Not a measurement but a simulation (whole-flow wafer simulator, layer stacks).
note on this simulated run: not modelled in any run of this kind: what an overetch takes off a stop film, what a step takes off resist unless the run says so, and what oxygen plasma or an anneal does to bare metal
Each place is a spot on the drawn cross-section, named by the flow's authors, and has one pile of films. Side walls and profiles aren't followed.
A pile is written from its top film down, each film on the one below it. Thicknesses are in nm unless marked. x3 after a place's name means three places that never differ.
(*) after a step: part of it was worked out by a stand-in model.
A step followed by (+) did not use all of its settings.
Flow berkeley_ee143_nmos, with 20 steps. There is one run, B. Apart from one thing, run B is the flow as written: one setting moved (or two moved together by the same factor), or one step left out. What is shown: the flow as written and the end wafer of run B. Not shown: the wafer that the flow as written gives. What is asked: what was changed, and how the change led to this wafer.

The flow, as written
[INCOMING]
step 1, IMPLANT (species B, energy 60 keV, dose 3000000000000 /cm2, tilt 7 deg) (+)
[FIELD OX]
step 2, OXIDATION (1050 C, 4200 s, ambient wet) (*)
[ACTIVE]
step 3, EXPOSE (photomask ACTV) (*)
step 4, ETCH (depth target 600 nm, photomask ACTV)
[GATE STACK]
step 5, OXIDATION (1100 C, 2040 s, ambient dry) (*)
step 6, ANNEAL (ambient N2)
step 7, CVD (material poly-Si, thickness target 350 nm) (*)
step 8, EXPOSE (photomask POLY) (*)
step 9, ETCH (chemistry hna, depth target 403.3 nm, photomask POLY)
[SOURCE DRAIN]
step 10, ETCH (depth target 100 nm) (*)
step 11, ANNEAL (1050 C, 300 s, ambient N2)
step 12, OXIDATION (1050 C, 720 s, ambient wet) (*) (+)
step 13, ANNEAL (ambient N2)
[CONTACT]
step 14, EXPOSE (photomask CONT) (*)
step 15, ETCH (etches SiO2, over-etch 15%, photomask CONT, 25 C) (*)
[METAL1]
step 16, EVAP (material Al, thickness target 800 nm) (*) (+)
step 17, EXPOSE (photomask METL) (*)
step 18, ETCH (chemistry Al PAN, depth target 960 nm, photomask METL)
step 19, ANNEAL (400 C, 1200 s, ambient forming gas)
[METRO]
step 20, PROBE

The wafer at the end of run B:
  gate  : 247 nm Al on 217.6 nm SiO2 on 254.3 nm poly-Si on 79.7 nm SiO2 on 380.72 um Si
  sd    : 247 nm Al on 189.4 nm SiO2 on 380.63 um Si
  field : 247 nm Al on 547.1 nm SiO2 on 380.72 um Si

Cause: step 18, ETCH: depth target 553 nm was run, though the flow has depth target 960 nm.

Step by step, how the change led to this:
  step 18, ETCH (chemistry Al PAN, depth target 960 nm, photomask METL)
      gate, sd, field: Al loses 553 (it would be, as written: Al loses 800 (all of it))
Taking metal films that touch as one body, gate has 1 body; the flow as written gives 0 bodies.
Taking metal films that touch as one body, sd has 1 body; the flow as written gives 0 bodies.
Taking metal films that touch as one body, field has 1 body; the flow as written gives 0 bodies.
